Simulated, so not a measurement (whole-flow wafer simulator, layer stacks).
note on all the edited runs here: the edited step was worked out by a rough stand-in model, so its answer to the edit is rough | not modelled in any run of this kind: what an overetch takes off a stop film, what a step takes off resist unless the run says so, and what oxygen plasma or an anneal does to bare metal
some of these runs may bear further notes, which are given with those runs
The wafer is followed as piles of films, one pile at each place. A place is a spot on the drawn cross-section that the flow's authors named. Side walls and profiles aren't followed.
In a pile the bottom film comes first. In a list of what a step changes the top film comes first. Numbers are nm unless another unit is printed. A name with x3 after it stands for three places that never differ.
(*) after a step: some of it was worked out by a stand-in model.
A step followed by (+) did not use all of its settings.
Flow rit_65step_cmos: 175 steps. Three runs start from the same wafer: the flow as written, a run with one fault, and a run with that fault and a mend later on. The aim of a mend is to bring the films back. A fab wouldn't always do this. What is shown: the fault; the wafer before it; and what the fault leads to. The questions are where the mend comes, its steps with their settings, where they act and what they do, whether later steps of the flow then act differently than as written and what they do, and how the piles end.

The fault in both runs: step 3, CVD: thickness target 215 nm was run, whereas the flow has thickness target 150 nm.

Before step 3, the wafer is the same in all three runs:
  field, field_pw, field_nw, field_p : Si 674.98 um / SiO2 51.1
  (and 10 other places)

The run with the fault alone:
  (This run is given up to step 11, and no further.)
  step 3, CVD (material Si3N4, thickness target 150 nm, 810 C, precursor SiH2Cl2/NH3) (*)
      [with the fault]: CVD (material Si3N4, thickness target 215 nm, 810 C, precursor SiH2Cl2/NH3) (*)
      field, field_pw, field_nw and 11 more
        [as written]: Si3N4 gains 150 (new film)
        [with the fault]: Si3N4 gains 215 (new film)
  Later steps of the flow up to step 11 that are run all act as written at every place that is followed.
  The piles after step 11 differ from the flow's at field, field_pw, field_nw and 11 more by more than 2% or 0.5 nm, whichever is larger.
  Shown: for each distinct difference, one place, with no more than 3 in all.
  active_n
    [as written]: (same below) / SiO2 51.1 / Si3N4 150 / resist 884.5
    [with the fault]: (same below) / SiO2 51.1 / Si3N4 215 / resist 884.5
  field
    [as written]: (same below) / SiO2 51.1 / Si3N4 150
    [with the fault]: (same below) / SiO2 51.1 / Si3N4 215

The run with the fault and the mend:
  After step 4 comes the mend.
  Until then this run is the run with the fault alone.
  step 4a, ETCHBACK (chemistry SF6/CHF3, etches Si3N4, depth target 65 nm, CHF3 flow 30 sccm, pressure 40 mT) (*) (+)
      field, field_pw, field_nw and 11 more
        Si3N4 loses 65
  Later steps of the flow that are run all act as written at every place that is followed.
  At every place that both follow, the piles at the end match the flow's.
